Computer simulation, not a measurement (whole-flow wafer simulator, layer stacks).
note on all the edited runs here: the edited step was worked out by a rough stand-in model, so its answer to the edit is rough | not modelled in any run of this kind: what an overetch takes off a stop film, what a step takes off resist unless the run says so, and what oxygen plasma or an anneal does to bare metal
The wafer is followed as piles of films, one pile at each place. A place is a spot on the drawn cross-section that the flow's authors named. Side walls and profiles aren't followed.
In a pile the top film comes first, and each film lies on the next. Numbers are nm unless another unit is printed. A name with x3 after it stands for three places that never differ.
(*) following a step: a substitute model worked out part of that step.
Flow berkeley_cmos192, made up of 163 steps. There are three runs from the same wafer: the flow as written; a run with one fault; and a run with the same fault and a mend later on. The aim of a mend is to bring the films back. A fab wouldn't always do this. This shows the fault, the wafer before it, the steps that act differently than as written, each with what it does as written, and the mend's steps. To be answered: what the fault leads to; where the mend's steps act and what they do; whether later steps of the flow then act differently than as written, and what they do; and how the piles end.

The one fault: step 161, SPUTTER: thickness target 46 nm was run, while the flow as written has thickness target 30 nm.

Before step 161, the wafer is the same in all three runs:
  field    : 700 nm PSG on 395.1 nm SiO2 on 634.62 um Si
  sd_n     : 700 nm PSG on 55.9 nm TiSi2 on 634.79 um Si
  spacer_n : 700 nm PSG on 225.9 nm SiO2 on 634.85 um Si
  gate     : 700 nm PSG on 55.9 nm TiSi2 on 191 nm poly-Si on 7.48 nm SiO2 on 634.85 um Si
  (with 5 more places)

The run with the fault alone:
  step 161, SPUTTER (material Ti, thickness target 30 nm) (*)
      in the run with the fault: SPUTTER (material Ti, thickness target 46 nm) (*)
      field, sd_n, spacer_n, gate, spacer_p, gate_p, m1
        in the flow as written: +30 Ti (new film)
        in the run with the fault: +46 Ti (new film)
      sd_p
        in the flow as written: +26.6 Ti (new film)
        in the run with the fault: +40.8 Ti (new film)
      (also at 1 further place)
  None of the later steps of the flow differs from how it acts as written, at any place that is followed, by more than 2% or 0.5 nm, whichever is larger.
  The piles end different from the flow's at field, sd_n, spacer_n and 6 more by more than 2% or 0.5 nm, whichever is larger.
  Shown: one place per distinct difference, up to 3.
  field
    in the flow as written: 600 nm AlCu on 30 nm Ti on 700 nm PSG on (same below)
    in the run with the fault: 600 nm AlCu on 46 nm Ti on 700 nm PSG on (same below)
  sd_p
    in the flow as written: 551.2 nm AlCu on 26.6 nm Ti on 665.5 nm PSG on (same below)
    in the run with the fault: 550.4 nm AlCu on 40.8 nm Ti on 665.5 nm PSG on (same below)
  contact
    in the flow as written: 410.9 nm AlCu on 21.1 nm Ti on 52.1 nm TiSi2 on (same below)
    in the run with the fault: 408.3 nm AlCu on 32.3 nm Ti on 52.1 nm TiSi2 on (same below)

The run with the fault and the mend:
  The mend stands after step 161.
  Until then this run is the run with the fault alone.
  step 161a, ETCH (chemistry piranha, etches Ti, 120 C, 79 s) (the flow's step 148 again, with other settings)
      field, sd_n, spacer_n, gate, spacer_p, gate_p, m1
        -46 Ti (all of it)
      sd_p
        -40.8 Ti (all of it)
      contact
        -32.3 Ti (all of it), -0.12 TiSi2
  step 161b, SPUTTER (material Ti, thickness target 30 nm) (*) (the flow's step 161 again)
      field, sd_n, spacer_n, gate, spacer_p, gate_p, m1
        +30 Ti (new film)
      sd_p
        +26.6 Ti (new film)
      contact
        +21.1 Ti (new film)
  None of the later steps of the flow acts differently than as written at any place that is followed.
  At the end the piles are close to the flow's at the places that both follow, differing by at most 2% or 0.5 nm, whichever is larger.
